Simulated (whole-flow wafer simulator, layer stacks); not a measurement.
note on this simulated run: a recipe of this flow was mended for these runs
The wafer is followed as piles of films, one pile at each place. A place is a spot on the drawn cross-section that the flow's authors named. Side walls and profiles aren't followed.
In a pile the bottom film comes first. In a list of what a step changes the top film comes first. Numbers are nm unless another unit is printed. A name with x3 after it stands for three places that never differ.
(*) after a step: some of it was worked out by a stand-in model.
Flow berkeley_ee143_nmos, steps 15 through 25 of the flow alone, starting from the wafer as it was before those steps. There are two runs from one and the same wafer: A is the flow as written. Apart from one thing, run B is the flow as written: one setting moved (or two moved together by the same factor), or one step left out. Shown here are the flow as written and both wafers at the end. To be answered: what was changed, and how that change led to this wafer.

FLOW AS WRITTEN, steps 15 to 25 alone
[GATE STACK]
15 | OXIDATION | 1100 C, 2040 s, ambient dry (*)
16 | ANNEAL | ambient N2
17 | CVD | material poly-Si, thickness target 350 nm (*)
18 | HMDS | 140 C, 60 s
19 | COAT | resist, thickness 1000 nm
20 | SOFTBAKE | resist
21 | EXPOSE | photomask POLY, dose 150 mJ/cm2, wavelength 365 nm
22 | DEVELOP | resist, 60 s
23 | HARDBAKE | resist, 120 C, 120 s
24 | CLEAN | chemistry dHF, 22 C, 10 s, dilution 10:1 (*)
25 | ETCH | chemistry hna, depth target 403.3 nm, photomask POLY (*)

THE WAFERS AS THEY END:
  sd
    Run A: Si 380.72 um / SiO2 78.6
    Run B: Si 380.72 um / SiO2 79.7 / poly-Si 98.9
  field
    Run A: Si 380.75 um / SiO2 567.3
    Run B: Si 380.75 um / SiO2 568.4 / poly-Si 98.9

The reason: step 25, ETCH: depth target 251.1 nm was run, though the flow has depth target 403.3 nm.

How this came from the change, step by step:
  25 | ETCH | chemistry hna, depth target 403.3 nm, photomask POLY (*)
      sd, contact, field: A poly-Si loses 350 (all of it), SiO2 loses 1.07 | B poly-Si loses 251.1
